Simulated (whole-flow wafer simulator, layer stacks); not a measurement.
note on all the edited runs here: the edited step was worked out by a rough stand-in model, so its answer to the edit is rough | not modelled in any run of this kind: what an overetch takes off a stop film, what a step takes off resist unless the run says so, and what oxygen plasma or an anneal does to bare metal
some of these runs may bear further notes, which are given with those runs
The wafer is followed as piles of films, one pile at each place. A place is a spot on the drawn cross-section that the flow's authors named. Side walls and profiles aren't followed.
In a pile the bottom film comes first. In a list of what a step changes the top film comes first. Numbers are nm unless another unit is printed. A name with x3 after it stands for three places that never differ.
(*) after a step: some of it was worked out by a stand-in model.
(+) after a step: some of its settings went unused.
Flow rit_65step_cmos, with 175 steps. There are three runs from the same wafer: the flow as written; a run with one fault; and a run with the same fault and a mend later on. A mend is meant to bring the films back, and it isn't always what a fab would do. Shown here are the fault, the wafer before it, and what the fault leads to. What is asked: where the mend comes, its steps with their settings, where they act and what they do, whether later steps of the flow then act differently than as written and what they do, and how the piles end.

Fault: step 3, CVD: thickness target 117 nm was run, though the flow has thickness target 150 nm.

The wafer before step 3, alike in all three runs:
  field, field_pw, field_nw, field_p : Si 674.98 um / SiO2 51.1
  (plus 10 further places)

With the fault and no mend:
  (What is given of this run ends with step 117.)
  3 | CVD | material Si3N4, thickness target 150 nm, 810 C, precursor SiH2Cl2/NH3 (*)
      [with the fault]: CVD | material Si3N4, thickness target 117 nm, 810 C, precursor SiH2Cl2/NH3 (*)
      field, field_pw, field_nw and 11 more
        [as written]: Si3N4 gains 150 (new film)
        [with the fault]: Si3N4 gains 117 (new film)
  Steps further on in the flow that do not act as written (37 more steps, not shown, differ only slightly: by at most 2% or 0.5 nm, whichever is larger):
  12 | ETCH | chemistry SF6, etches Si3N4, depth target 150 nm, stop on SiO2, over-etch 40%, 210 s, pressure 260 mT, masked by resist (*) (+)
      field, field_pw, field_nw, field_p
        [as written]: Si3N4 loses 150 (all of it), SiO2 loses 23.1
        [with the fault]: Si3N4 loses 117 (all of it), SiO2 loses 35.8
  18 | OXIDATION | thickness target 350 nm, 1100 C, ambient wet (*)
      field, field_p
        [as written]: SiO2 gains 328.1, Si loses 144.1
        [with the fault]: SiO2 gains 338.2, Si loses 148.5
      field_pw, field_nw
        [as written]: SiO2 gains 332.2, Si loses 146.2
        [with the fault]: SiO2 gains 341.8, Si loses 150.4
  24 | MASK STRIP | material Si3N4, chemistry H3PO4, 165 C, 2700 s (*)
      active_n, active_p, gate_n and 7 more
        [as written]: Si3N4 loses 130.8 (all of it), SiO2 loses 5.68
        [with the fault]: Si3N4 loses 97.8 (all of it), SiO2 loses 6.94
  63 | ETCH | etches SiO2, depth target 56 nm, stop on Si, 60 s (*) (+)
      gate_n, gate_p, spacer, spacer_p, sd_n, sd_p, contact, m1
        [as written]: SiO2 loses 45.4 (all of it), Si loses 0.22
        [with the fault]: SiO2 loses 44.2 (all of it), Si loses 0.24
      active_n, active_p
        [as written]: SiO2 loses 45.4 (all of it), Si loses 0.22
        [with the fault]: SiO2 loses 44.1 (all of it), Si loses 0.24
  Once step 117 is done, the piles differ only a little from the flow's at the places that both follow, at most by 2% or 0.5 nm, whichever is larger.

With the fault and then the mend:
  The mend follows step 4.
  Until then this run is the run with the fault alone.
  4a | ETCH | chemistry h3po4, depth target 134.5 nm
      field, field_pw, field_nw and 11 more
        Si3N4 loses 117 (all of it)
  4b | CLEAN | chemistry SC2, 75 C, 600 s
      does not change any film at any place that is followed
  4c | CVD | material Si3N4, thickness target 150 nm, 810 C, precursor SiH2Cl2/NH3 (*) (the flow's step 3, run once more)
      field, field_pw, field_nw and 11 more
        Si3N4 gains 150 (new film)
  Later steps of the flow that are run all act as written at every place that is followed.
  At every place that both follow, the piles at the end match the flow's.
